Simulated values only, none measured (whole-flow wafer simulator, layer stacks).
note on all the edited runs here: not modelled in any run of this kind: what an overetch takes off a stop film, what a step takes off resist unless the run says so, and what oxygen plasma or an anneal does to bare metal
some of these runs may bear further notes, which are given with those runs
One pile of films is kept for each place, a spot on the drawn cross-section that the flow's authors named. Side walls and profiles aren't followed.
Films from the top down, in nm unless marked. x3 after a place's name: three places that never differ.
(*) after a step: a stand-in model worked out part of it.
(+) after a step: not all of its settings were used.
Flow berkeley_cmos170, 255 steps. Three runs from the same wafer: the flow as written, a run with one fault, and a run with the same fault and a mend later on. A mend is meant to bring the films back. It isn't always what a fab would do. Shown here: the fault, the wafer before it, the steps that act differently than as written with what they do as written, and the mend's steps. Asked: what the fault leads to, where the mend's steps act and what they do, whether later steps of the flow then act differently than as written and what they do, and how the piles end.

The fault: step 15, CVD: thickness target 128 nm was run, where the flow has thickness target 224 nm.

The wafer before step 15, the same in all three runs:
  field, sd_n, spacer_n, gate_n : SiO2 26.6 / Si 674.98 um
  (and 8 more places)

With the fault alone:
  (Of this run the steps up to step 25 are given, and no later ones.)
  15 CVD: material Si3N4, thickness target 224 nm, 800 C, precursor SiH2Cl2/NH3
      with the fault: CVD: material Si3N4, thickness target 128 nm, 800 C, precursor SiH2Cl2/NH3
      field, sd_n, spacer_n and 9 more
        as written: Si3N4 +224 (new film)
        with the fault: Si3N4 +128 (new film)
  Later steps of the flow that act differently than as written:
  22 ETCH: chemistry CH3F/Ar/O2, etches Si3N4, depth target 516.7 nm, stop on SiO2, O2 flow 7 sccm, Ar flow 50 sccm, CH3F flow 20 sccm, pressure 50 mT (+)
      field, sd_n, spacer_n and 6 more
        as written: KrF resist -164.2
        with the fault: KrF resist -100.2
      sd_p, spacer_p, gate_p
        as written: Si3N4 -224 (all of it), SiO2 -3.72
        with the fault: Si3N4 -128 (all of it), SiO2 -3.72
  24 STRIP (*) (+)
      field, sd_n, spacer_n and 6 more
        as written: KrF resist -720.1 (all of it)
        with the fault: KrF resist -784.1 (all of it)
  After step 25 the piles differ from the flow's by more than 2% or 0.5 nm, whichever is larger, at field, sd_n, spacer_n and 6 more.
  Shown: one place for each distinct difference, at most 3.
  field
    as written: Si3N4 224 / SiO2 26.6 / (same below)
    with the fault: Si3N4 128 / SiO2 26.6 / (same below)

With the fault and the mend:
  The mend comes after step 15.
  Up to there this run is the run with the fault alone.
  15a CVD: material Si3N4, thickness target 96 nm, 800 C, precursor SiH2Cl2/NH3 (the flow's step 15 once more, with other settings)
      field, sd_n, spacer_n and 9 more
        Si3N4 +96
  No later step of the flow acts differently than as written at any place that is followed.
  At the end the piles are the same as the flow's at every place that both follow.
